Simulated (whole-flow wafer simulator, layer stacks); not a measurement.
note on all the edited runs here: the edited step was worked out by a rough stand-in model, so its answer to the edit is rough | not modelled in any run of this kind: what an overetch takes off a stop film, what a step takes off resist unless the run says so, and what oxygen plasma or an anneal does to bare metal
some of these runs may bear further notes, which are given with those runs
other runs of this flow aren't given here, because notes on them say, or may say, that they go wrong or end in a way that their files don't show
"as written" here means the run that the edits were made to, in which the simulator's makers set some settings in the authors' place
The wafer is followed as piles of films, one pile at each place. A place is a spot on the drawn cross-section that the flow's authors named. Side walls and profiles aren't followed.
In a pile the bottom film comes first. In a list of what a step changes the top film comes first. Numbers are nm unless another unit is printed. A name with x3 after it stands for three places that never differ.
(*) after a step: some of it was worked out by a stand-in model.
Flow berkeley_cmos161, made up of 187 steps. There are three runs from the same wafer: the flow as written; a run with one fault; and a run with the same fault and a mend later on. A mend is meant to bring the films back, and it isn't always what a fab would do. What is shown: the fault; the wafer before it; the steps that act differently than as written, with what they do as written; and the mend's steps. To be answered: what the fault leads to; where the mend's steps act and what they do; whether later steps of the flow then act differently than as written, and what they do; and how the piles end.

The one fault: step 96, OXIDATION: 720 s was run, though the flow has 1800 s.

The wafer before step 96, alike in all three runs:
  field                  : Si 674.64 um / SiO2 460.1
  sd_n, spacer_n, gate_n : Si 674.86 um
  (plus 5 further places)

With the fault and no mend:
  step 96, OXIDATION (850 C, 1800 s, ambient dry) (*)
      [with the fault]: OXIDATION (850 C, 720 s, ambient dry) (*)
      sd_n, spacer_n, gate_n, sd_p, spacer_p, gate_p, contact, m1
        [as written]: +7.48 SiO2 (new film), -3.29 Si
        [with the fault]: +4.56 SiO2 (new film), -2.01 Si
  Every later step of the flow that is run acts as written, at every place that is followed, to within 2% or 0.5 nm, whichever is larger.
  By the end, the piles at gate_n, gate_p depart from the flow's by more than 2% or 0.5 nm, whichever is larger.
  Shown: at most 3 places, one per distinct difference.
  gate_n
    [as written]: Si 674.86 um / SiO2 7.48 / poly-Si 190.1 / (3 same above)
    [with the fault]: Si 674.86 um / SiO2 4.56 / poly-Si 190.1 / (3 same above)

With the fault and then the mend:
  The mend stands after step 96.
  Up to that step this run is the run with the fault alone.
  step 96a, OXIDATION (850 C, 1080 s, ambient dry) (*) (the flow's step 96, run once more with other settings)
      sd_n, spacer_n, gate_n, sd_p, spacer_p, gate_p, contact, m1
        +2.92 SiO2, -1.28 Si
      field
        +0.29 SiO2, -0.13 Si
  Every later step of the flow that is run acts as written at every place that is followed.
  At every place that both follow, the piles at the end match the flow's.
